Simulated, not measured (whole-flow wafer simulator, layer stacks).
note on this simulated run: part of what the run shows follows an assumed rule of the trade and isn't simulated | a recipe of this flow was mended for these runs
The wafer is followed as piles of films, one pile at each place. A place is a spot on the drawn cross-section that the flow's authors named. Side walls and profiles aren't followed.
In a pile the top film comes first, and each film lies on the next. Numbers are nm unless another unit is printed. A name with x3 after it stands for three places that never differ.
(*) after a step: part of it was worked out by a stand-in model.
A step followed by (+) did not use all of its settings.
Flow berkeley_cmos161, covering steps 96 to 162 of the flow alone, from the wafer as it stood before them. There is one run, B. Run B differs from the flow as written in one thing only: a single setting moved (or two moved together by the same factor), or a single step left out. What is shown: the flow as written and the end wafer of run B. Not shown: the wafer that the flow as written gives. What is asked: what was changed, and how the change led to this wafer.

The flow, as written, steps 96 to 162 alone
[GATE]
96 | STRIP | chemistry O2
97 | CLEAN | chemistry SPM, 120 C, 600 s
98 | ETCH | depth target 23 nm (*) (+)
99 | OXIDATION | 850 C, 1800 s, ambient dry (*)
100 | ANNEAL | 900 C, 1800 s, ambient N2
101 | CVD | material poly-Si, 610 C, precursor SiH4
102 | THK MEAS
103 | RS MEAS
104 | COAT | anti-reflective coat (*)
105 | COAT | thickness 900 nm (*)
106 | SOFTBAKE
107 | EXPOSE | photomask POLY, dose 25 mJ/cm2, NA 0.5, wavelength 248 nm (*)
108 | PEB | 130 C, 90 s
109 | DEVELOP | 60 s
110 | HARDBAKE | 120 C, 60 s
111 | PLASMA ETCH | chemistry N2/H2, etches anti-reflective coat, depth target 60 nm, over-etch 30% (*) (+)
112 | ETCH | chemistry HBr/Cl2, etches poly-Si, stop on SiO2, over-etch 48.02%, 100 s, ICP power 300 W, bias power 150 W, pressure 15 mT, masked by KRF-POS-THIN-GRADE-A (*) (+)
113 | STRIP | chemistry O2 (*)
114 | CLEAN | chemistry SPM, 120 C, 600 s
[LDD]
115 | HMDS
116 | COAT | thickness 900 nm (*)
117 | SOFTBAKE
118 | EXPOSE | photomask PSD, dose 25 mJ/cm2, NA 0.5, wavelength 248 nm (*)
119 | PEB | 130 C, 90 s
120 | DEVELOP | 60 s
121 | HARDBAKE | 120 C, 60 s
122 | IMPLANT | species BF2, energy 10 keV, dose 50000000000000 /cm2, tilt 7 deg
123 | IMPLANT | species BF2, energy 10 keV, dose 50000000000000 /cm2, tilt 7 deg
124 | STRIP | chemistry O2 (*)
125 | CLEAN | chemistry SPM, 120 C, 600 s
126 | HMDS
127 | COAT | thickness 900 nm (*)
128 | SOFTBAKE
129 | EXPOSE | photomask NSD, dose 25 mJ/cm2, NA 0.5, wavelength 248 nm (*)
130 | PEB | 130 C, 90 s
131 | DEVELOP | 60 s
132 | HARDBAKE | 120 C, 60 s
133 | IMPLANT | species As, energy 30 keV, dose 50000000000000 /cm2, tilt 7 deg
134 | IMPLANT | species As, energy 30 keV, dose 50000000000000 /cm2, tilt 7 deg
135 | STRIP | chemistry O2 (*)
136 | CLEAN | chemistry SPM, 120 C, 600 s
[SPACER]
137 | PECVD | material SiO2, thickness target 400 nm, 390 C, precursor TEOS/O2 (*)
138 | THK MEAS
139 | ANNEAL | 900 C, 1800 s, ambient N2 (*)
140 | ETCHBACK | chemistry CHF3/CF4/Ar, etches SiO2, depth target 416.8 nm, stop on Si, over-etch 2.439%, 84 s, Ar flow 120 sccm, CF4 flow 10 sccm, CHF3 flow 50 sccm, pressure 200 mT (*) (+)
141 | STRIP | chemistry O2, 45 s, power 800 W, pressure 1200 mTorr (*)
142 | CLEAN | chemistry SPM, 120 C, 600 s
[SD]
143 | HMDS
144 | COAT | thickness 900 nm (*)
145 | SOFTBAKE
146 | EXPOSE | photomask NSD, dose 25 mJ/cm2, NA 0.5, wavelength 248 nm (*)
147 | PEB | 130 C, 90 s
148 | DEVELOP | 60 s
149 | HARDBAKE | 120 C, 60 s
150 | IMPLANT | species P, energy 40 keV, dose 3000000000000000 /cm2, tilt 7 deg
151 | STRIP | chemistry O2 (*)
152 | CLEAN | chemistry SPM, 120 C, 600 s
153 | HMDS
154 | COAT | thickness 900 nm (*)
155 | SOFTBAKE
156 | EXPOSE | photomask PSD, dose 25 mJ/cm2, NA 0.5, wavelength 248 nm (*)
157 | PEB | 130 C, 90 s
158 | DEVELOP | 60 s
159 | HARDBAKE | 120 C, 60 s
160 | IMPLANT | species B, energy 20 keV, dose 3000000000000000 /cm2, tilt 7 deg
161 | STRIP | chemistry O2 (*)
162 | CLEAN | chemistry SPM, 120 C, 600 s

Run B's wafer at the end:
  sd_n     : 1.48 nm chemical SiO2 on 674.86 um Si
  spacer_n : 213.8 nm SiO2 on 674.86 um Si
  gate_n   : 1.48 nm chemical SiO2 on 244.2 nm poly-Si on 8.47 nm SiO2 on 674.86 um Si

The reason: step 99, OXIDATION: 862 C was run, whereas the flow has 850 C.

How this came from the change, step by step:
  99 | OXIDATION | 850 C, 1800 s, ambient dry (*)
      sd_n, spacer_n, gate_n, sd_p, spacer_p, gate_p, contact, m1: +8.47 SiO2 (new film), -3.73 Si (as written it would have been: +7.48 SiO2 (new film), -3.29 Si)
